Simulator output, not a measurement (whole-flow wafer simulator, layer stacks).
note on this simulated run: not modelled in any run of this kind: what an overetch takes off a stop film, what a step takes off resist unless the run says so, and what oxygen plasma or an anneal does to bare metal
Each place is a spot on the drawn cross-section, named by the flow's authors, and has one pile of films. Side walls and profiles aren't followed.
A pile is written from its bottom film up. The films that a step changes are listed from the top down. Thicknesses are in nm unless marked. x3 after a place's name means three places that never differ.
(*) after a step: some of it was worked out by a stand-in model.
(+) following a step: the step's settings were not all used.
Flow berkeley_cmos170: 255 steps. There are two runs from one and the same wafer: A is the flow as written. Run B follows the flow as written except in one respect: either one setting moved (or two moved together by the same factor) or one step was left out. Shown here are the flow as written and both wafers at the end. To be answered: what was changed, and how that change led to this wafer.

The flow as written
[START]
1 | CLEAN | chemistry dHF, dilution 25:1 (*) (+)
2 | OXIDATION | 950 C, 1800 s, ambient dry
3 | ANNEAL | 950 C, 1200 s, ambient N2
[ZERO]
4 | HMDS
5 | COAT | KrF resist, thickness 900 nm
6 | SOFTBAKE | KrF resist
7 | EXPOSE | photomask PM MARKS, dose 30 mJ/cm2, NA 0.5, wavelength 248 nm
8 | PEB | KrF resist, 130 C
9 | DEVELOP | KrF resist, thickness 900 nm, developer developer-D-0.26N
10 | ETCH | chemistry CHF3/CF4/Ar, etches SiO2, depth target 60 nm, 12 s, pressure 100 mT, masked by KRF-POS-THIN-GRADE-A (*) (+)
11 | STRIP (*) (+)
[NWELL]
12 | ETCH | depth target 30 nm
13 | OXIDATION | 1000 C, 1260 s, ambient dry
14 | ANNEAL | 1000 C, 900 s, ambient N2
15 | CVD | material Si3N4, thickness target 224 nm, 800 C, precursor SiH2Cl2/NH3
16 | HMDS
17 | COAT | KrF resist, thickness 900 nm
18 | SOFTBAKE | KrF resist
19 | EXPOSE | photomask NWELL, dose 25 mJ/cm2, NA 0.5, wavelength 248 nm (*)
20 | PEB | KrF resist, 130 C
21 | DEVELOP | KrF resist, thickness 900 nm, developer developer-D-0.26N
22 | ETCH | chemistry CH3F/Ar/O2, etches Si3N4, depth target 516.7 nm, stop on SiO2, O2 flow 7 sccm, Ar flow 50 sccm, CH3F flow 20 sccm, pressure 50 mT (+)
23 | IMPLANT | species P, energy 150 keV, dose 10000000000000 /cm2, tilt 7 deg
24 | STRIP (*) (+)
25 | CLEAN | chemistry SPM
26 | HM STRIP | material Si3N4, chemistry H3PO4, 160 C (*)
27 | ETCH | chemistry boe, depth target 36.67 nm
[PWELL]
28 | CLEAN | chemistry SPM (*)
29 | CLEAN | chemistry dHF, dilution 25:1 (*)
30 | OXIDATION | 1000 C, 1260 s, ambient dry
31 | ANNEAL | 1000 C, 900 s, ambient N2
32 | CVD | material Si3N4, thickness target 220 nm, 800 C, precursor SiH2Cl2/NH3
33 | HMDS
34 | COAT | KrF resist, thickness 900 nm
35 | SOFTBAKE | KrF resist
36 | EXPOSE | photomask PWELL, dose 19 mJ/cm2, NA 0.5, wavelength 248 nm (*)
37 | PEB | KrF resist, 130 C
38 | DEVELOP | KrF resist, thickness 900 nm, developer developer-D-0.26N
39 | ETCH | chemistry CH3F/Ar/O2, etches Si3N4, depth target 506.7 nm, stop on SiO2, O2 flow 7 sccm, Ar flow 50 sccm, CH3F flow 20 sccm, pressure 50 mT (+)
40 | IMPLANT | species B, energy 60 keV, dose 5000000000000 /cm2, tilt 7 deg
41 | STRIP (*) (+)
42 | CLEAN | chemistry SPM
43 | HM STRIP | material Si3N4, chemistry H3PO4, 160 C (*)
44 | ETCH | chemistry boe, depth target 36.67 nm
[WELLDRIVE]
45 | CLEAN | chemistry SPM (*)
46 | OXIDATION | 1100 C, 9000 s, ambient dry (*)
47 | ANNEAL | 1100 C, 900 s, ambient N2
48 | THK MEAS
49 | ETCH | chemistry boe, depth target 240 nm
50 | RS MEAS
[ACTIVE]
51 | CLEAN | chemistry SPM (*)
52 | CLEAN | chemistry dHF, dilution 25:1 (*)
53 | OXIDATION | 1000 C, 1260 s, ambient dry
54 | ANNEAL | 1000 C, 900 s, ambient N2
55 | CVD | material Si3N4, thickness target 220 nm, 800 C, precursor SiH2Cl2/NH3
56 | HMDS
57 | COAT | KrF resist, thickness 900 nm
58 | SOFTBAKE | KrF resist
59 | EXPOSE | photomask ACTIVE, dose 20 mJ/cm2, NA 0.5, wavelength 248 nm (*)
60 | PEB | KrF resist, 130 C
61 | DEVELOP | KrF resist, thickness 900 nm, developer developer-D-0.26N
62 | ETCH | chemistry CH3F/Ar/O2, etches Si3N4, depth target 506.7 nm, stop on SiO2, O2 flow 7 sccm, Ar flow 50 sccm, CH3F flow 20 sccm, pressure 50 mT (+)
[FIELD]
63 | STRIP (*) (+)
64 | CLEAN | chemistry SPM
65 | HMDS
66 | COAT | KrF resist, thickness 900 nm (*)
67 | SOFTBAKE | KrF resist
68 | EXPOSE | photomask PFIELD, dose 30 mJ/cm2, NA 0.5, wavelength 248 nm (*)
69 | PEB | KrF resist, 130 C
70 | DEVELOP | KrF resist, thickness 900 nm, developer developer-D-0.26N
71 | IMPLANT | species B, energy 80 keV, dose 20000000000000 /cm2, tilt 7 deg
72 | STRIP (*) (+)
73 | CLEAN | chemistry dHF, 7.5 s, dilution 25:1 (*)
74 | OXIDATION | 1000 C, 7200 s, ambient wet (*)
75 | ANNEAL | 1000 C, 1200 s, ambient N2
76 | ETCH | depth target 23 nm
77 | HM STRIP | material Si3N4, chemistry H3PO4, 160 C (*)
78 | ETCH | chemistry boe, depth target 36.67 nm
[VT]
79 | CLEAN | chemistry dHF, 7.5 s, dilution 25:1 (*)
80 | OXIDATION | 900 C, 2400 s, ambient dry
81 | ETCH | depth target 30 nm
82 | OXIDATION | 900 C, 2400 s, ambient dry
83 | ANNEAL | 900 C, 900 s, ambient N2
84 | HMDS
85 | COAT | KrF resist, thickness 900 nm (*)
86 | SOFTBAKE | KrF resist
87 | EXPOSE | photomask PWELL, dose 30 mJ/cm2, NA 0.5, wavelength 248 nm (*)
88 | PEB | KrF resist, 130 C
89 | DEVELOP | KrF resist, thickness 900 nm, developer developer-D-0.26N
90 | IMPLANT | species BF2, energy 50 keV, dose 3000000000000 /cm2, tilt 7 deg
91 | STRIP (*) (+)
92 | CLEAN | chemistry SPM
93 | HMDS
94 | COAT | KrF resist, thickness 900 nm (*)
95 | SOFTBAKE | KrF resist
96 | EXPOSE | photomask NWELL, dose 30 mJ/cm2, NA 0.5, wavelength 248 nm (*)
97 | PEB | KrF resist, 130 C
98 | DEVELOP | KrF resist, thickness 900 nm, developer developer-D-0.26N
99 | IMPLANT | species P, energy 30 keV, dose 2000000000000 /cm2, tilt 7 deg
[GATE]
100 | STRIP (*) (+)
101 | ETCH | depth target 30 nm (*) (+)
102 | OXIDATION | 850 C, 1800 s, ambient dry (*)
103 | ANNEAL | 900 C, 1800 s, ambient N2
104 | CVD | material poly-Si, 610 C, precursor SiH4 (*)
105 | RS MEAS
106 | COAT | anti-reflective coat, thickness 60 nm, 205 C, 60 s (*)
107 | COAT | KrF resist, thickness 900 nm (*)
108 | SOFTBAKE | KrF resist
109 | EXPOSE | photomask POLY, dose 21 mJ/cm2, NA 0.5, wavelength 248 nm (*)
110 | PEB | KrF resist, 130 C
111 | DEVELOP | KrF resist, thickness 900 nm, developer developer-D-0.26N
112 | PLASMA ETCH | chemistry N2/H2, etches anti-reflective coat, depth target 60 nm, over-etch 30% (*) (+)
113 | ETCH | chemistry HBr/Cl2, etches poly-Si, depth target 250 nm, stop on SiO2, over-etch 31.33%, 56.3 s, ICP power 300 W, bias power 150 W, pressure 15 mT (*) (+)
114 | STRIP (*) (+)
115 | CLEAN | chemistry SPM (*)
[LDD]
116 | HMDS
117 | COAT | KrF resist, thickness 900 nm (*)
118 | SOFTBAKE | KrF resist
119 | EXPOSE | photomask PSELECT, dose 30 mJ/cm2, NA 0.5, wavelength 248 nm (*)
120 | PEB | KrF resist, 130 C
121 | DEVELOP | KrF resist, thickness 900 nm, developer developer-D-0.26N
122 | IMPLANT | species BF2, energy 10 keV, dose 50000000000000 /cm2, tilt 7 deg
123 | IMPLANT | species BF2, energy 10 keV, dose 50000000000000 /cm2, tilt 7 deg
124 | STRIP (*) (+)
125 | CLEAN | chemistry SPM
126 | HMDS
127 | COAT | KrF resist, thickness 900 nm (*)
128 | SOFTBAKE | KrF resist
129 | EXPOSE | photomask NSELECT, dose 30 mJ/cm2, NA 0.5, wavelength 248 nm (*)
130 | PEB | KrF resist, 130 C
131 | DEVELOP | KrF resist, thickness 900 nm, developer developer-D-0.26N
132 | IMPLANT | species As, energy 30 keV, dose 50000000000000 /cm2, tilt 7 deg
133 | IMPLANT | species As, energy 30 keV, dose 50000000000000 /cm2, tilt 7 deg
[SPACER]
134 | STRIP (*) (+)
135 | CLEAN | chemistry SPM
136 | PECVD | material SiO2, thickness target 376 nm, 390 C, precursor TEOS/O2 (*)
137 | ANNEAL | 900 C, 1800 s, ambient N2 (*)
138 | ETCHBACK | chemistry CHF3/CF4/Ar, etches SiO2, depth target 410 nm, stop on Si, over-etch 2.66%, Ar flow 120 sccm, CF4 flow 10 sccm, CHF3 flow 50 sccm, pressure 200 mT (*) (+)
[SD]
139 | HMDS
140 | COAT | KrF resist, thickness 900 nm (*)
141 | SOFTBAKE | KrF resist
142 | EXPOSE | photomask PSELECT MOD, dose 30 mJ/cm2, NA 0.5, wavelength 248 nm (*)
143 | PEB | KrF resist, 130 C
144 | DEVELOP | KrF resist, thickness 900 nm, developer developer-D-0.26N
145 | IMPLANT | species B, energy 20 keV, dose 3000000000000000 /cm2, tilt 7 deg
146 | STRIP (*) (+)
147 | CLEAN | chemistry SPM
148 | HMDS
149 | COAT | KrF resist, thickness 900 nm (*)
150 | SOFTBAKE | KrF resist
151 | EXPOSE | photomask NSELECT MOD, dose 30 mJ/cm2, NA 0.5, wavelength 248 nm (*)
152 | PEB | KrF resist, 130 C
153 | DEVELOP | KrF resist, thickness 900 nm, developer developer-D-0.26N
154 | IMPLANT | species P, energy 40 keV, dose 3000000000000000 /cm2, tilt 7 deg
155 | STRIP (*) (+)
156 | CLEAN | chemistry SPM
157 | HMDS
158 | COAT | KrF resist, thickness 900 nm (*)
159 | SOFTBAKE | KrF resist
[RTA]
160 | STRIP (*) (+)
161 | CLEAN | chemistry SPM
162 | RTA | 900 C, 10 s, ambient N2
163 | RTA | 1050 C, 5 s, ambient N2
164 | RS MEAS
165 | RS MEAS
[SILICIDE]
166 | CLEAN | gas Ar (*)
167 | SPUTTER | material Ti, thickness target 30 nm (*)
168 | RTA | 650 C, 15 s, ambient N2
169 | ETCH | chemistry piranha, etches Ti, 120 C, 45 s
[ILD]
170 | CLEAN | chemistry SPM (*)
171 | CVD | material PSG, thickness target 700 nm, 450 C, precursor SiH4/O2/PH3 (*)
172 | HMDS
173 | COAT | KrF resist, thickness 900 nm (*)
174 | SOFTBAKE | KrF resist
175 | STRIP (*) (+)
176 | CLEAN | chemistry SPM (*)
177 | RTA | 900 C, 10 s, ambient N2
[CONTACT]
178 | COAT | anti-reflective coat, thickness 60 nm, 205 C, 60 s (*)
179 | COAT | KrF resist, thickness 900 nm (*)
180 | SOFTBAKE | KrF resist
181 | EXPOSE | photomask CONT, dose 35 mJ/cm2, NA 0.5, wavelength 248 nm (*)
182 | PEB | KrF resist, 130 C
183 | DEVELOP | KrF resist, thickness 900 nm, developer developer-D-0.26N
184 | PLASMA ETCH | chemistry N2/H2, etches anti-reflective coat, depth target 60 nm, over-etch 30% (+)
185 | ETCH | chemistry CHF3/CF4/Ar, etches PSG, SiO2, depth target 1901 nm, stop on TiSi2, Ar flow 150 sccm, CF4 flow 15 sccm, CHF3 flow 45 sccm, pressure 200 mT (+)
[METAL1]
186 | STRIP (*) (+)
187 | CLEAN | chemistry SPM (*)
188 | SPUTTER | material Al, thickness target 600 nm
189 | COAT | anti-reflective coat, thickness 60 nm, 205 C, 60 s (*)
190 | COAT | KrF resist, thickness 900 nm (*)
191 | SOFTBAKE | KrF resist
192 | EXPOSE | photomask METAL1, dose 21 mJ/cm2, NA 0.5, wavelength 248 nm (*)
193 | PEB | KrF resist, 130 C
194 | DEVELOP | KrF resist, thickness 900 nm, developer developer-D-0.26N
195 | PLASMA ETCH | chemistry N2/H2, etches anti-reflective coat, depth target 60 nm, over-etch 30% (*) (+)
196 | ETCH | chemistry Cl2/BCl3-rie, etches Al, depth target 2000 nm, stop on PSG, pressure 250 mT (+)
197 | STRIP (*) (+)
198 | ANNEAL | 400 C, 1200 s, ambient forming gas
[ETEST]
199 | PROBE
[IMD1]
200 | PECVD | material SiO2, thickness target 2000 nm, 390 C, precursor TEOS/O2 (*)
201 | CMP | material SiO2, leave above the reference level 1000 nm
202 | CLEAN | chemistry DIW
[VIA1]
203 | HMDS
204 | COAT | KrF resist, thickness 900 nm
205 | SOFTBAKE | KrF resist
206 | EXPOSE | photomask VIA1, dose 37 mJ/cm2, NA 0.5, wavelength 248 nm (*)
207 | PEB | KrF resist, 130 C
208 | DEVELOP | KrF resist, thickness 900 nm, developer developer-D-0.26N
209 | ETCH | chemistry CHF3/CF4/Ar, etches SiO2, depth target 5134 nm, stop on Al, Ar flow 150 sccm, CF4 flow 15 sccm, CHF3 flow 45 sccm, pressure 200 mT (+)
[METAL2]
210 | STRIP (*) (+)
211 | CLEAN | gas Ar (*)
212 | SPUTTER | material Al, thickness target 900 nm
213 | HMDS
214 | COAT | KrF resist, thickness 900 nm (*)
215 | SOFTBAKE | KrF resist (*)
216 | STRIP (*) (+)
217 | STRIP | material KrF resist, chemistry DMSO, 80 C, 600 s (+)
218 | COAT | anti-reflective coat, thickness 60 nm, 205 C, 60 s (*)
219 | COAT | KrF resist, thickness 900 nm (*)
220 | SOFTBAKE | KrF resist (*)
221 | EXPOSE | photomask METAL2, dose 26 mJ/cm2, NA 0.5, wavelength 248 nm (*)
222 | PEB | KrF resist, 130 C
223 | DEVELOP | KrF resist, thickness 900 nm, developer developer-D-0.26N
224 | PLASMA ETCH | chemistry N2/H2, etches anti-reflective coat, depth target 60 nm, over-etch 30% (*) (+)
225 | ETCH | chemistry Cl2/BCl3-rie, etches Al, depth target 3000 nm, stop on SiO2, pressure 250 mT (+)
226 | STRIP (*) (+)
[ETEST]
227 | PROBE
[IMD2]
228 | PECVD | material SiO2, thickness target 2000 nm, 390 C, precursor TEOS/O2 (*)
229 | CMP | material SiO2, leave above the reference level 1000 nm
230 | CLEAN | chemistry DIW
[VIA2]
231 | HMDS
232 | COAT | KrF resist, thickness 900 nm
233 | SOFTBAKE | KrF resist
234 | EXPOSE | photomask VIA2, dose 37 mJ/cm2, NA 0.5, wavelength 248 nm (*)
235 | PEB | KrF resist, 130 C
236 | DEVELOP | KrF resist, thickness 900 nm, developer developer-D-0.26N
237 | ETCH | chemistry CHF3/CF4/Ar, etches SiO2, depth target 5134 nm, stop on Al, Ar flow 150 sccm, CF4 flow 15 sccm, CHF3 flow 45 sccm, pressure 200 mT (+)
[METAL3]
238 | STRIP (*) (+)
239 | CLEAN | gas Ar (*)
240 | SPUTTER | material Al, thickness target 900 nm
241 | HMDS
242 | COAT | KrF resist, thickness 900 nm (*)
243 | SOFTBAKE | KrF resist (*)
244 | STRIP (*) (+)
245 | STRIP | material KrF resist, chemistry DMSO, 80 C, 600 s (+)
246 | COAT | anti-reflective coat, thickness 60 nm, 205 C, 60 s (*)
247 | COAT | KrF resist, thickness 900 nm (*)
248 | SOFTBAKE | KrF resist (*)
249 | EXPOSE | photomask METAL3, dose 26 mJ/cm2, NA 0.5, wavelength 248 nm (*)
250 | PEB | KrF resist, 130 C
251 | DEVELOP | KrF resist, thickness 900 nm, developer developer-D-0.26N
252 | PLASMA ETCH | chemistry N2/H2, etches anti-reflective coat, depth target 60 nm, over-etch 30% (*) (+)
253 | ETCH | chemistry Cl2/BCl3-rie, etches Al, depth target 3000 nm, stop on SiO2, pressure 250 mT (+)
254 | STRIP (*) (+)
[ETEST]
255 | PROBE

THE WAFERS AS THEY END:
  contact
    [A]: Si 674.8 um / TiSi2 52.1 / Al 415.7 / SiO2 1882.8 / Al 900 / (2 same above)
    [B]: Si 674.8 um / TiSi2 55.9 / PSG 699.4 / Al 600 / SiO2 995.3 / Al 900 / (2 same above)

Cause: step 185, ETCH: chemistry CHF3/CF4/Ar, etches PSG, SiO2, depth target 1901 nm, stop on TiSi2, Ar flow 150 sccm, CF4 flow 15 sccm, CHF3 flow 45 sccm, pressure 200 mT (+), was skipped.

How this came from the change, step by step:
  186 | STRIP (*) (+)
      field: A -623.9 KrF resist (all of it), -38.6 anti-reflective coat (all of it) | B -817.8 KrF resist (all of it), -38.6 anti-reflective coat (all of it)
      sd_n: A -643.8 KrF resist (all of it), -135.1 anti-reflective coat (all of it) | B -837.7 KrF resist (all of it), -135.1 anti-reflective coat (all of it)
      (as well as at 9 more places)
  188 | SPUTTER | material Al, thickness target 600 nm
      contact: A +415.7 Al (new film) | B +600 Al (new film)
  189 | COAT | anti-reflective coat, thickness 60 nm, 205 C, 60 s (*)
      sd_n: A +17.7 anti-reflective coat (new film) | B +135.4 anti-reflective coat (new film)
      contact: A +261.9 anti-reflective coat (new film) | B +73.3 anti-reflective coat (new film)
      (as well as at 3 more places)
  190 | COAT | KrF resist, thickness 900 nm (*)
      field: A +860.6 KrF resist (new film) | B +885.8 KrF resist (new film)
      spacer_n: A +817.1 KrF resist (new film) | B +860.2 KrF resist (new film)
      (as well as at 3 more places)
  193 | PEB | KrF resist, 130 C
      contact: A -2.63 KrF resist | B -1.5 KrF resist
  194 | DEVELOP | KrF resist, thickness 900 nm, developer developer-D-0.26N
      field: A -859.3 KrF resist (all of it) | B -884.4 KrF resist (all of it)
      spacer_n: A -815.9 KrF resist (all of it) | B -858.8 KrF resist (all of it)
      (as well as at 1 more place)
  195 | PLASMA ETCH | chemistry N2/H2, etches anti-reflective coat, depth target 60 nm, over-etch 30% (*) (+)
      contact, m1, via1, m2, via2: A -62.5 KrF resist | B -97.8 KrF resist
      sd_n: A -17.7 anti-reflective coat (all of it) | B -135.4 anti-reflective coat (all of it)
  197 | STRIP (*) (+)
      contact: A -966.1 KrF resist (all of it), -261.9 anti-reflective coat (all of it) | B -380.5 KrF resist (all of it), -73.3 anti-reflective coat (all of it)
      m1: A -404.7 KrF resist (all of it), -63 anti-reflective coat (all of it) | B -382.5 KrF resist (all of it), -58.3 anti-reflective coat (all of it)
      (as well as at 3 more places)
  200 | PECVD | material SiO2, thickness target 2000 nm, 390 C, precursor TEOS/O2 (*)
      sd_n: A +2000 SiO2 (new film) | B +2062.5 SiO2 (new film)
      contact: A +1949.3 SiO2 (new film) | B +2000 SiO2 (new film)
  201 | CMP | material SiO2, leave above the reference level 1000 nm
      sd_n: A -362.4 SiO2 | B -424.9 SiO2
      contact: A -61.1 SiO2 | B -999.4 SiO2
